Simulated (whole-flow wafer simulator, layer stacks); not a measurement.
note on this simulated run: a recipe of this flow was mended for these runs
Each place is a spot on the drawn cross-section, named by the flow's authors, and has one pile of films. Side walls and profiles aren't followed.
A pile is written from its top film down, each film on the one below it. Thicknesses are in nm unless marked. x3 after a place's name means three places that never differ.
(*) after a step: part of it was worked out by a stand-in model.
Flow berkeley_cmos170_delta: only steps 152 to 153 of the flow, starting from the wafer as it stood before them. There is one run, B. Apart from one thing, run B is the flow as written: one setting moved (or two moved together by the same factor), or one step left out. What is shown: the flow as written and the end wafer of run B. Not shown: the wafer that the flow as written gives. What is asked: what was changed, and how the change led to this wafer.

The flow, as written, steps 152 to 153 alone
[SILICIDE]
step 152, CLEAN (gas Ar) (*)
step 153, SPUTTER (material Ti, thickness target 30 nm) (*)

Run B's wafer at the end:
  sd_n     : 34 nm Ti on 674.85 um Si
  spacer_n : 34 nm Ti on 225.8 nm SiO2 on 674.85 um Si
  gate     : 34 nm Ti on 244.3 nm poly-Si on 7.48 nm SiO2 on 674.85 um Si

The reason: step 153, SPUTTER: thickness target 34 nm was run, while the flow as written has thickness target 30 nm.
The wafer itself shows it: sd_n has Ti 34, and step 153 as written asks for 30 nm.

The path from the change to this, step by step:
  step 153, SPUTTER (material Ti, thickness target 30 nm) (*)
      field, sd_n, spacer_n, gate, spacer_p, gate_p, contact x2: +34 Ti (new film) (as written it would have been: +30 Ti (new film))
      sd_p: +31.2 Ti (new film) (as written it would have been: +27.5 Ti (new film))
